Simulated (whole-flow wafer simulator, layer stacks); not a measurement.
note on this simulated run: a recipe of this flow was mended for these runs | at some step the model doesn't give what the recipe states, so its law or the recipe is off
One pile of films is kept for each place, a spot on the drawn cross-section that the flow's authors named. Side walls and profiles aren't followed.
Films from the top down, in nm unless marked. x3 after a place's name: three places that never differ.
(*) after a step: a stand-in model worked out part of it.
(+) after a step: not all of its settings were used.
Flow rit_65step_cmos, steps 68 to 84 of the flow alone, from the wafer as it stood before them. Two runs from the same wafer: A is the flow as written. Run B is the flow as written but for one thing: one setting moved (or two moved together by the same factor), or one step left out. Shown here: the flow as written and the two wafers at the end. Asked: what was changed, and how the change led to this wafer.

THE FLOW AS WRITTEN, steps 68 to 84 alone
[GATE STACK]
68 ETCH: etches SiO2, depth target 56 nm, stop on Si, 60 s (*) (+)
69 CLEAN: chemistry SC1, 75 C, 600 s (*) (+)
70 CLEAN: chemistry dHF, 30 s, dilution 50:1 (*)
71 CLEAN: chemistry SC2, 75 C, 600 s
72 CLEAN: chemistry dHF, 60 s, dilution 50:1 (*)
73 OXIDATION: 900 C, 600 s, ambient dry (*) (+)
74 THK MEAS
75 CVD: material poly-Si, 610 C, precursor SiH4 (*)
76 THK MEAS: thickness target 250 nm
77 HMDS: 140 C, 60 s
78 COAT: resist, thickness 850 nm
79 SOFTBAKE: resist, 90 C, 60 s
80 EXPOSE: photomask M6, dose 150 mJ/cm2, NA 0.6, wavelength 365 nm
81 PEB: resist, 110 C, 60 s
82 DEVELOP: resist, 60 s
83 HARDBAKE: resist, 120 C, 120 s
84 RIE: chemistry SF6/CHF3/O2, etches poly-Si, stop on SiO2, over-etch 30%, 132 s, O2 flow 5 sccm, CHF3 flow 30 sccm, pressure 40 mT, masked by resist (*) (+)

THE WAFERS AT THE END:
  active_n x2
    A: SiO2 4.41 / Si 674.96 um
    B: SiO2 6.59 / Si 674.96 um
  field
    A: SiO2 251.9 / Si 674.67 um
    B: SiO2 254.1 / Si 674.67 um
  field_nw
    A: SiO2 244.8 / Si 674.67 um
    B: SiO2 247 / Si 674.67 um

The cause: step 75, CVD: 622 C was run, where the flow has 610 C.

How the change led to this, step by step:
  75 CVD: material poly-Si, 610 C, precursor SiH4 (*)
      field, field_pw, field_nw and 11 more: A poly-Si +250 (new film) | B poly-Si +309.3 (new film)
  84 RIE: chemistry SF6/CHF3/O2, etches poly-Si, stop on SiO2, over-etch 30%, 132 s, O2 flow 5 sccm, CHF3 flow 30 sccm, pressure 40 mT, masked by resist (*) (+)
      field, field_pw, field_nw and 9 more: A poly-Si -250 (all of it), SiO2 -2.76 | B poly-Si -309.3 (all of it), SiO2 -0.58
